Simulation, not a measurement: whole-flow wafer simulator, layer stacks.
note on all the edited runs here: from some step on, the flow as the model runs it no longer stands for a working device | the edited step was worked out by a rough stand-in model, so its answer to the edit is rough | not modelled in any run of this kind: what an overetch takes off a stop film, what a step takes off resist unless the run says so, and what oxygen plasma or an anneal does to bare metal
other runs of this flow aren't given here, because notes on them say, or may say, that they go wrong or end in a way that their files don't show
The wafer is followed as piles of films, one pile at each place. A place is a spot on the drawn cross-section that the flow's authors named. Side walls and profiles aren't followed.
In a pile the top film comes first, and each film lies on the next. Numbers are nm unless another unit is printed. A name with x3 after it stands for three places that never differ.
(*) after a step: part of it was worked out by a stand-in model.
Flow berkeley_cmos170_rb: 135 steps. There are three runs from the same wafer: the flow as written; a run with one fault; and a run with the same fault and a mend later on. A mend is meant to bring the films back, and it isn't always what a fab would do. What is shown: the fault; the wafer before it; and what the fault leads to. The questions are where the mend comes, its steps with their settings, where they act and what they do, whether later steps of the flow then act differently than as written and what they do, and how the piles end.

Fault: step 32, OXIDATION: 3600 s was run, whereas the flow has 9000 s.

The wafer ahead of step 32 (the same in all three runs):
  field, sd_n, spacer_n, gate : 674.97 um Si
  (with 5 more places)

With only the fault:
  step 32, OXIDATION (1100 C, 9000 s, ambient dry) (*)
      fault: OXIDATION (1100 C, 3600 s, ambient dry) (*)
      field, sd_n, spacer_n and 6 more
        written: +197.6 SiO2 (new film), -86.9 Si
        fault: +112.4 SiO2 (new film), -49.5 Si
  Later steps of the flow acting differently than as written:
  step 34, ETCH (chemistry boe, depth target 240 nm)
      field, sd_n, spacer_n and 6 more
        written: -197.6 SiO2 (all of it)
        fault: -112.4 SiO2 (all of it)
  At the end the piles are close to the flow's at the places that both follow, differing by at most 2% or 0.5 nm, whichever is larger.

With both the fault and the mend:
  The mend follows step 32.
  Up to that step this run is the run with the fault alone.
  step 32a, OXIDATION (1100 C, 5400 s, ambient dry) (*) (the flow's step 32 again, with other settings)
      field, sd_n, spacer_n and 6 more
        +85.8 SiO2, -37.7 Si
  None of the later steps of the flow differs from how it acts as written, at any place that is followed, by more than 2% or 0.5 nm, whichever is larger.
  At the end the piles are close to the flow's at the places that both follow, differing by at most 2% or 0.5 nm, whichever is larger.
